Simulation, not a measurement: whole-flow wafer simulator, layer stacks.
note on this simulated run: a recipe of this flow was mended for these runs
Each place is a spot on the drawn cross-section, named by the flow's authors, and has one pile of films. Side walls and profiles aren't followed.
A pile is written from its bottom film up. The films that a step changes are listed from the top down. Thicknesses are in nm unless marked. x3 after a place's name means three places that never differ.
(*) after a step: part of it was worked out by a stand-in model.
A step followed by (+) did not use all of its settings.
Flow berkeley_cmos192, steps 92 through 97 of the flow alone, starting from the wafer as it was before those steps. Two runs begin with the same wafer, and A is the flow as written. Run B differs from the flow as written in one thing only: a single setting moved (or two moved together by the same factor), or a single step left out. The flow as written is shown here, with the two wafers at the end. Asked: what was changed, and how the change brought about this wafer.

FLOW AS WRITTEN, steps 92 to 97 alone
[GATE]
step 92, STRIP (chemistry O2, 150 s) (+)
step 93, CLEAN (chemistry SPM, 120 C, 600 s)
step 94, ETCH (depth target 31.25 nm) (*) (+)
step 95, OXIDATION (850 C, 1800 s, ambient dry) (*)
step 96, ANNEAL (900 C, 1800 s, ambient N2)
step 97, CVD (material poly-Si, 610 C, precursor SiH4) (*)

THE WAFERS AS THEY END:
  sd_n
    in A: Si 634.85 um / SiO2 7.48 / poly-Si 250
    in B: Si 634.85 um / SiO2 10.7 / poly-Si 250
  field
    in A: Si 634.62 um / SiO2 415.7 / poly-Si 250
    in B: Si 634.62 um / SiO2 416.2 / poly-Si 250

The reason: step 95, OXIDATION: 885 C was run, while the flow as written has 850 C.

The path from the change to this, step by step:
  step 95, OXIDATION (850 C, 1800 s, ambient dry) (*)
      sd_n, spacer_n, gate, sd_p, spacer_p x2, contact, m1: A +7.48 SiO2 (new film), -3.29 Si | B +10.7 SiO2 (new film), -4.72 Si
      field: A +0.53 SiO2, -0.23 Si | B +1.04 SiO2, -0.46 Si
